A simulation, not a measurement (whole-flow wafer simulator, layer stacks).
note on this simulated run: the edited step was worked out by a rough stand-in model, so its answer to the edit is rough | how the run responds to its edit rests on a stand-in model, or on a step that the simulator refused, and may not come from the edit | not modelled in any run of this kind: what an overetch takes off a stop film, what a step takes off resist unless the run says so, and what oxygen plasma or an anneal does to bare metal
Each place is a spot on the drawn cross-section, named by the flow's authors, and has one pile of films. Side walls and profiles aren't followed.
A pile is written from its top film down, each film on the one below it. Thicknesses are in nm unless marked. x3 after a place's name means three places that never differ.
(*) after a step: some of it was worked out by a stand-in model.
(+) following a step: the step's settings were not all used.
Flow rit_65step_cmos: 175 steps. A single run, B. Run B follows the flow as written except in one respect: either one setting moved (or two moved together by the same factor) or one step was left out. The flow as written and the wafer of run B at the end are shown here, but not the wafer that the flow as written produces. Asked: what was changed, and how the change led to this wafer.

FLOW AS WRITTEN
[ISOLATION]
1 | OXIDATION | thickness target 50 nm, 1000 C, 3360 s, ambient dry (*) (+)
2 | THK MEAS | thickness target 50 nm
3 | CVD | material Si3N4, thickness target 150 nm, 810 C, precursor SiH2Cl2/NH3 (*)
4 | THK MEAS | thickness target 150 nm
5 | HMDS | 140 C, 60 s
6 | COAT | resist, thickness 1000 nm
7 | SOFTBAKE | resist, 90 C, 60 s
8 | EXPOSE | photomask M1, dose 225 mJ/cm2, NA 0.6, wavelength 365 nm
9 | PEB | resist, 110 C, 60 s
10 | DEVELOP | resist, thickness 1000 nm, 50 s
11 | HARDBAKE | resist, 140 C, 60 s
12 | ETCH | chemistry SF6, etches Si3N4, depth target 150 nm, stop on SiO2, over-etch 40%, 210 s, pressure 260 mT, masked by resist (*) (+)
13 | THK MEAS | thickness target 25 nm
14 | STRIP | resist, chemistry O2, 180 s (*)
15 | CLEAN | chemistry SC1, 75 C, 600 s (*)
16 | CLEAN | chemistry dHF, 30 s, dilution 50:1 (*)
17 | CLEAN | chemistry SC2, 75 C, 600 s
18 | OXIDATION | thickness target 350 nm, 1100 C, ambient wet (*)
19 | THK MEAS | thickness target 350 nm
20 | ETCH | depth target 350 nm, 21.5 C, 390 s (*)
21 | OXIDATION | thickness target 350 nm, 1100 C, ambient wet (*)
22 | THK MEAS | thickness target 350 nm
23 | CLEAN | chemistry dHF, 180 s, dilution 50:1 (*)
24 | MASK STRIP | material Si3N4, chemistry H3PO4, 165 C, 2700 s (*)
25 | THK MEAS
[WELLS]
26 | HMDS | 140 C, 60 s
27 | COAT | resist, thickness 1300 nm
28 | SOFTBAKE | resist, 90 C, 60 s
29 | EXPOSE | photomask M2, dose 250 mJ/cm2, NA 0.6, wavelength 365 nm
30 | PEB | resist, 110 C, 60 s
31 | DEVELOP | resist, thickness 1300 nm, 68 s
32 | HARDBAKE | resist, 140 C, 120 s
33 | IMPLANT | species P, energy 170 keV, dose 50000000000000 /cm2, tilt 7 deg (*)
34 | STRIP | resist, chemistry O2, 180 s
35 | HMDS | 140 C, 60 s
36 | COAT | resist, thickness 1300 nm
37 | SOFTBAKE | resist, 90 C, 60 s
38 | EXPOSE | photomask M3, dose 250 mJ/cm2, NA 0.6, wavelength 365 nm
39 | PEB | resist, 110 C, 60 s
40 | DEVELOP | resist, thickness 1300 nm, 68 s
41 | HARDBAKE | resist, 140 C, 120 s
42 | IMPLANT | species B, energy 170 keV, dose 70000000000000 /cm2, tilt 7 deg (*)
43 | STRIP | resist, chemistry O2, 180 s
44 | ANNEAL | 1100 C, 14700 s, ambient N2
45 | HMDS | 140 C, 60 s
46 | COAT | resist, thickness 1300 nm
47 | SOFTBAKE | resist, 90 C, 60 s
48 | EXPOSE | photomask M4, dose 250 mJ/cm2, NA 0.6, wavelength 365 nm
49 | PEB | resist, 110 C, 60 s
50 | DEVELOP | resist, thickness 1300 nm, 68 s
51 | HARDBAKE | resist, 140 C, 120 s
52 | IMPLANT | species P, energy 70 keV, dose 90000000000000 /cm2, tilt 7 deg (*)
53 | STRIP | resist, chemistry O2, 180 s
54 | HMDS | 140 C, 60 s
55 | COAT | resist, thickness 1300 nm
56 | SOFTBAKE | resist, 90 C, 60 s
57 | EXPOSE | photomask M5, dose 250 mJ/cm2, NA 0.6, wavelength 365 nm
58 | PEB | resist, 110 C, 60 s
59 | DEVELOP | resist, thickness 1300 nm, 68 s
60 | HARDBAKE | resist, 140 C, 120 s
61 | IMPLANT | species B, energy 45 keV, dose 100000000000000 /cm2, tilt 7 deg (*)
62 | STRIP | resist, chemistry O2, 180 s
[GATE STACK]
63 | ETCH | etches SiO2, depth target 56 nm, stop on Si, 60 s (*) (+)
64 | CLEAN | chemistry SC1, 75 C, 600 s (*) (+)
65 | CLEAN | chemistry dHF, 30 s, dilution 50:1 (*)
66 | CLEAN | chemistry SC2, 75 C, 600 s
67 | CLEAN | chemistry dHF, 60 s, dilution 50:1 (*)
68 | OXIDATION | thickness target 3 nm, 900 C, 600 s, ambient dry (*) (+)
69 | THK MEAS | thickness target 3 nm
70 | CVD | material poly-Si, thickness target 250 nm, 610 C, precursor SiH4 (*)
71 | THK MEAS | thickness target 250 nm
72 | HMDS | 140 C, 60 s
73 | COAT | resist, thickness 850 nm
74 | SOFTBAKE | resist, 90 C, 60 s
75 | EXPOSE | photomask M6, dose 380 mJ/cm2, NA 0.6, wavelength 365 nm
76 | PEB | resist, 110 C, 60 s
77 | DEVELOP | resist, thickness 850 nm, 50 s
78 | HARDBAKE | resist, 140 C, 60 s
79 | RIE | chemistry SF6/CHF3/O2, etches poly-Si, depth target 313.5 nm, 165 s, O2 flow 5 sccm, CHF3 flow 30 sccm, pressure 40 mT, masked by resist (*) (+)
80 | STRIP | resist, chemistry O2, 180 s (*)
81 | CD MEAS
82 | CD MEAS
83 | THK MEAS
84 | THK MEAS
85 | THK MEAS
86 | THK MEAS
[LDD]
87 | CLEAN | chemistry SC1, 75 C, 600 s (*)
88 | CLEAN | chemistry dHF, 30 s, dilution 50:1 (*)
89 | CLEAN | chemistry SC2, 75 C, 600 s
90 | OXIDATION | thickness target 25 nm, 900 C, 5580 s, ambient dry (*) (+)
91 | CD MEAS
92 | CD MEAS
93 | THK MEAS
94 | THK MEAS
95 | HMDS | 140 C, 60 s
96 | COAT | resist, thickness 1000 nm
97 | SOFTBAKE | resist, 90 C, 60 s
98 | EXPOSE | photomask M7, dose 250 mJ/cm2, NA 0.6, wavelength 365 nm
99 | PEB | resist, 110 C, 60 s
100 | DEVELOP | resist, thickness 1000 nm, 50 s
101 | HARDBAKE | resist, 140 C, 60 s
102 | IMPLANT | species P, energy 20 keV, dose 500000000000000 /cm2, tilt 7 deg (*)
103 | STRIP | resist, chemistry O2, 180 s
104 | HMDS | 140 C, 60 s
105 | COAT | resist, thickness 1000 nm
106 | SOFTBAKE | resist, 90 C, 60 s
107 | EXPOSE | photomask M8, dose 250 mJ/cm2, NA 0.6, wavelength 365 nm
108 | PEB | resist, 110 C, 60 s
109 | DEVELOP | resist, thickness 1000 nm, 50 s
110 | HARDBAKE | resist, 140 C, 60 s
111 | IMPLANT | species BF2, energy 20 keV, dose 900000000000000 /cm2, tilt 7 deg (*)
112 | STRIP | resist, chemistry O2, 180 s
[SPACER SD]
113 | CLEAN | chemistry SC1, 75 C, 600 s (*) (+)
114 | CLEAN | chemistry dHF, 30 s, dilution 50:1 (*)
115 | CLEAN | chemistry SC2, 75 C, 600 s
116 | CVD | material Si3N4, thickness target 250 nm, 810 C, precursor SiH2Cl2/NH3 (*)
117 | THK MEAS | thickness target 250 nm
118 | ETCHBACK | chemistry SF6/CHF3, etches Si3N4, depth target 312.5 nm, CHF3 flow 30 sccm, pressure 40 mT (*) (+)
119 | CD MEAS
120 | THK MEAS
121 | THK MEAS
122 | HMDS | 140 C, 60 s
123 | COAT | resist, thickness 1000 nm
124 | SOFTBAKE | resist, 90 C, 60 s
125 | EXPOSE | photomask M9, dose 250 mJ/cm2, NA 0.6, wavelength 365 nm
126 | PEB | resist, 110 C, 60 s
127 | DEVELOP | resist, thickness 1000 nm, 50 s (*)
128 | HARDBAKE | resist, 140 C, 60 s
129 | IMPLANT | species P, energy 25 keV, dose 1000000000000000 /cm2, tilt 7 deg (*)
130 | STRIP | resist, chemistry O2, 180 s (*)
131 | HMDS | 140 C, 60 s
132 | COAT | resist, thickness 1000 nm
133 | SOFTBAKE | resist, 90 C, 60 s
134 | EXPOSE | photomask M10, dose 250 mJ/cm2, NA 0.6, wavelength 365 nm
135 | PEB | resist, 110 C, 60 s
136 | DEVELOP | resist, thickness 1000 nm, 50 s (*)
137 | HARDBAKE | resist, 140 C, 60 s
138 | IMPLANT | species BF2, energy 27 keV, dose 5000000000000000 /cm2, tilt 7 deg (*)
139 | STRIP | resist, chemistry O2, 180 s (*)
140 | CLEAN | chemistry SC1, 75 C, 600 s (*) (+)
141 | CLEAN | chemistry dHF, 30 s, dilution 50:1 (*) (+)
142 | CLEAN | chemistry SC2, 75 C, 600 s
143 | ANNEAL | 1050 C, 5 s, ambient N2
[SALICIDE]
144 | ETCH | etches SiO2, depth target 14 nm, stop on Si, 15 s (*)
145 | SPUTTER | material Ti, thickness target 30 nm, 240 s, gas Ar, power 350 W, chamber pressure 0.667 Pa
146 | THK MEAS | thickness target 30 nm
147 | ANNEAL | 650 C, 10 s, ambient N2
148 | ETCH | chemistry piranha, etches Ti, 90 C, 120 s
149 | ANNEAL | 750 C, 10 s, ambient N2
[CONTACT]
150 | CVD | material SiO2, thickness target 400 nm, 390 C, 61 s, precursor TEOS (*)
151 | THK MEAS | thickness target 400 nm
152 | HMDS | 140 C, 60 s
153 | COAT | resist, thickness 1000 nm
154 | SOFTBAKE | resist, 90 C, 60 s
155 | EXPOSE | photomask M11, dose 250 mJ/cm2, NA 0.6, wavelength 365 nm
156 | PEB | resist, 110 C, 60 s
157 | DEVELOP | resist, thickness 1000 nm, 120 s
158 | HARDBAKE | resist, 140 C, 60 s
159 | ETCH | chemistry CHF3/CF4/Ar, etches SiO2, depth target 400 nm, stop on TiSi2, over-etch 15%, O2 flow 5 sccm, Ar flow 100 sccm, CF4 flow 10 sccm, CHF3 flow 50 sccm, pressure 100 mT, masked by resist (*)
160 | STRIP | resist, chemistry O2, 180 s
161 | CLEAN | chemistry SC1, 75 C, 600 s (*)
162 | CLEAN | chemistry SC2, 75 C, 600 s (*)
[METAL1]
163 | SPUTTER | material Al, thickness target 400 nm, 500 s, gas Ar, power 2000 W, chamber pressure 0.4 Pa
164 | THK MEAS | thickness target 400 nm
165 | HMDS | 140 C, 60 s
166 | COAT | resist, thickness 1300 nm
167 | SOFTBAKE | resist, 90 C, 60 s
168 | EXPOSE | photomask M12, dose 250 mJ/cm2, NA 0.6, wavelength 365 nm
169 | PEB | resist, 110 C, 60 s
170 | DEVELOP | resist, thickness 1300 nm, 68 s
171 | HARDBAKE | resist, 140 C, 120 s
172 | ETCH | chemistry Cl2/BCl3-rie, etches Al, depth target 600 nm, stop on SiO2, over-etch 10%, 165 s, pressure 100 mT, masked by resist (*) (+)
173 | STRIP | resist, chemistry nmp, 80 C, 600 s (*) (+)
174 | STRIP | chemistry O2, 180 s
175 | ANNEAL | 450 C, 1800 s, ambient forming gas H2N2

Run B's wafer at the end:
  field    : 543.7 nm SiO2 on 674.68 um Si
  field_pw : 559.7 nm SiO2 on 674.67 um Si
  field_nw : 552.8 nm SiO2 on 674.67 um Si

The reason: step 118, ETCHBACK: depth target 281.2 nm was run, though the flow has depth target 312.5 nm.

Step by step, how the change led to this:
  118 | ETCHBACK | chemistry SF6/CHF3, etches Si3N4, depth target 312.5 nm, CHF3 flow 30 sccm, pressure 40 mT (*) (+)
      field, field_pw, field_nw, field_p: -250 Si3N4 (all of it), -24 SiO2 (as written it would have been: -250 Si3N4 (all of it), -48.1 SiO2)
      spacer, spacer_p: -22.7 Si3N4 (as written it would have been: -54 Si3N4)
      (as well as at 2 more places)
  123 | COAT | resist, thickness 1000 nm
      gate_n: +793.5 resist (new film) (as written it would have been: +835 resist (new film))
      gate_p: +794.6 resist (new film) (as written it would have been: +836.1 resist (new film))
      (as well as at 2 more places)
  126 | PEB | resist, 110 C, 60 s
      gate_n: -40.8 resist (as written it would have been: -43.1 resist)
      gate_p: -40.9 resist (as written it would have been: -43.1 resist)
      (as well as at 2 more places)
  127 | DEVELOP | resist, thickness 1000 nm, 50 s (*)
      gate_n: -752.7 resist (all of it) (as written it would have been: -791.9 resist (all of it))
      spacer: -750.2 resist (all of it) (as written it would have been: -772.3 resist (all of it))
  128 | HARDBAKE | resist, 140 C, 60 s
      gate_p: -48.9 resist (as written it would have been: -51.9 resist)
      spacer_p: -48.7 resist (as written it would have been: -50.4 resist)
  130 | STRIP | resist, chemistry O2, 180 s (*)
      gate_p: +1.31 chemical SiO2 (new film), -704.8 resist (all of it), -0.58 poly-Si (as written it would have been: +1.31 chemical SiO2 (new film), -741.1 resist (all of it), -0.58 poly-Si)
      spacer_p: -701.9 resist (all of it) (as written it would have been: -722.3 resist (all of it))
  132 | COAT | resist, thickness 1000 nm
      gate_n: +793.4 resist (new film) (as written it would have been: +834.8 resist (new film))
      gate_p: +794.5 resist (new film) (as written it would have been: +835.9 resist (new film))
      (as well as at 2 more places)
  135 | PEB | resist, 110 C, 60 s
      gate_n: -40.8 resist (as written it would have been: -43.1 resist)
      gate_p: -40.9 resist (as written it would have been: -43.1 resist)
      (as well as at 2 more places)
  136 | DEVELOP | resist, thickness 1000 nm, 50 s (*)
      gate_p: -753.6 resist (all of it) (as written it would have been: -792.8 resist (all of it))
      spacer_p: -751.2 resist (all of it) (as written it would have been: -773.3 resist (all of it))
  137 | HARDBAKE | resist, 140 C, 60 s
      gate_n: -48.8 resist (as written it would have been: -51.8 resist)
      spacer: -48.7 resist (as written it would have been: -50.4 resist)
  139 | STRIP | resist, chemistry O2, 180 s (*)
      gate_n: -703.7 resist (all of it), +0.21 chemical SiO2, -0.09 poly-Si (as written it would have been: -740 resist (all of it), +0.21 chemical SiO2, -0.09 poly-Si)
      spacer: -702 resist (all of it) (as written it would have been: -722.5 resist (all of it))
  145 | SPUTTER | material Ti, thickness target 30 nm, 240 s, gas Ar, power 350 W, chamber pressure 0.667 Pa
      gate_n: +30 Ti (new film) (as written it would have been: +27.3 Ti (new film))
      gate_p: +30 Ti (new film) (as written it would have been: +27.2 Ti (new film))
  147 | ANNEAL | 650 C, 10 s, ambient N2
      gate_n: -23.4 Ti, +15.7 TiSi first (new film), +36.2 TiSi2 C49 (new film), -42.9 poly-Si (as written it would have been: -21.3 Ti, +9.82 TiSi first (new film), +39.5 TiSi2 C49 (new film), -41.9 poly-Si)
      gate_p: -23.4 Ti, +15.7 TiSi first (new film), +36.2 TiSi2 C49 (new film), -42.9 poly-Si (as written it would have been: -21.2 Ti, +9.56 TiSi first (new film), +39.6 TiSi2 C49 (new film), -41.9 poly-Si)
  148 | ETCH | chemistry piranha, etches Ti, 90 C, 120 s
      gate_n: -6.6 Ti (all of it), -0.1 TiSi first (as written it would have been: -6 Ti (all of it), -0.1 TiSi first)
      gate_p: -6.6 Ti (all of it), -0.1 TiSi first (as written it would have been: -5.97 Ti (all of it), -0.1 TiSi first)
  149 | ANNEAL | 750 C, 10 s, ambient N2
      gate_n: +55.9 TiSi2 (new film), -15.6 TiSi first (all of it), -36.2 TiSi2 C49 (all of it), -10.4 poly-Si (as written it would have been: +50.8 TiSi2 (new film), -9.72 TiSi first (all of it), -39.5 TiSi2 C49 (all of it), -6.48 poly-Si)
      gate_p: +55.9 TiSi2 (new film), -15.6 TiSi first (all of it), -36.2 TiSi2 C49 (all of it), -10.4 poly-Si (as written it would have been: +50.6 TiSi2 (new film), -9.46 TiSi first (all of it), -39.6 TiSi2 C49 (all of it), -6.31 poly-Si)
  150 | CVD | material SiO2, thickness target 400 nm, 390 C, 61 s, precursor TEOS (*)
      gate_n: +400 SiO2 (new film) (as written it would have been: +413.1 SiO2 (new film))
      gate_p: +400 SiO2 (new film) (as written it would have been: +413.7 SiO2 (new film))
  ... 6 other steps ...
  170 | DEVELOP | resist, thickness 1300 nm, 68 s
      gate_n: -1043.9 resist (all of it) (as written it would have been: -1072.6 resist (all of it))
      gate_p: -1048.1 resist (all of it) (as written it would have been: -1076.3 resist (all of it))
